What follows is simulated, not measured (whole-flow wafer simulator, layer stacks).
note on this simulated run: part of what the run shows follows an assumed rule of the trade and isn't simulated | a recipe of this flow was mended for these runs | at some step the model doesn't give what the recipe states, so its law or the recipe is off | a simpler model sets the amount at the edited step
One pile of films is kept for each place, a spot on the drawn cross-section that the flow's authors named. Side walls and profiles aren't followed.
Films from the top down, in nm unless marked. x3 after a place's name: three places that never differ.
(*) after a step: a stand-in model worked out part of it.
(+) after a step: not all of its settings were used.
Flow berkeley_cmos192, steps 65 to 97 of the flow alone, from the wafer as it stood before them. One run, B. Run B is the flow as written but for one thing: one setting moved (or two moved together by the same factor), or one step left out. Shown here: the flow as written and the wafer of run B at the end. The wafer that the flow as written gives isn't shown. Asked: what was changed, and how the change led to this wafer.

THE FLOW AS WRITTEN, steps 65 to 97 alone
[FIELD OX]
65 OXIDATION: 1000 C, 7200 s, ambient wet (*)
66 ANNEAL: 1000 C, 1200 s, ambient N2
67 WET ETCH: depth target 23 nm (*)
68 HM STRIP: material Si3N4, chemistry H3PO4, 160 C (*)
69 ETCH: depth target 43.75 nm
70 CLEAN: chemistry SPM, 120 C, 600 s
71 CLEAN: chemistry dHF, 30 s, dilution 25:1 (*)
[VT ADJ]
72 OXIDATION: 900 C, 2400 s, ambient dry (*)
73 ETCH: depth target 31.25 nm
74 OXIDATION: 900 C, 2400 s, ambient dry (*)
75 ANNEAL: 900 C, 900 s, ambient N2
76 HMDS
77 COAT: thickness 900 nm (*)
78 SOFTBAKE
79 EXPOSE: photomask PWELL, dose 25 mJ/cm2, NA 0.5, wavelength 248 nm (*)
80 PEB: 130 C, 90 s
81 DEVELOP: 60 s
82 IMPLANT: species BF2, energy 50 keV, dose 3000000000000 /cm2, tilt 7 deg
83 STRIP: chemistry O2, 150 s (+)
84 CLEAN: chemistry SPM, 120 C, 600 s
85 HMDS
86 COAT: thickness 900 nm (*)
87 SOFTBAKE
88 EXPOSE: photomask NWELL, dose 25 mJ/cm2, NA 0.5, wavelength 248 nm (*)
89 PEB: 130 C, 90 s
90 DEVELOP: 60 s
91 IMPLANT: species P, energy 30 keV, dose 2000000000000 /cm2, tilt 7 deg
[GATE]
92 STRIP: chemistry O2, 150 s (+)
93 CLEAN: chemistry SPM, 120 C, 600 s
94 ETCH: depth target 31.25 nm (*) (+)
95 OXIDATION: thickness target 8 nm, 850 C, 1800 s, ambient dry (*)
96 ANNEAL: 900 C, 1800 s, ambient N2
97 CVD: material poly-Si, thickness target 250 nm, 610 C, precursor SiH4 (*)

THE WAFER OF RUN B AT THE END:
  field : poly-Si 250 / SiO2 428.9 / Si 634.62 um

The cause: step 68, HM STRIP: 139 C was run, where the flow has 160 C.

How the change led to this, step by step:
  68 HM STRIP: material Si3N4, chemistry H3PO4, 160 C (*)
      sd_n, spacer_n, gate, sd_p, spacer_p, gate_p, contact, m1: Si3N4 -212 (all of it), SiO2 -0.5 (as written it would be: Si3N4 -212 (all of it), SiO2 -9.87)
      field: SiO2 -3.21 (as written it would be: SiO2 -16.5)
  69 ETCH: depth target 43.75 nm
      spacer_n, spacer_p, gate_p, contact, m1: SiO2 -26 (all of it) (as written it would be: SiO2 -16.7 (all of it))
      sd_n, sd_p: SiO2 -26.1 (all of it) (as written it would be: SiO2 -16.8 (all of it))
      (and at 1 more place)
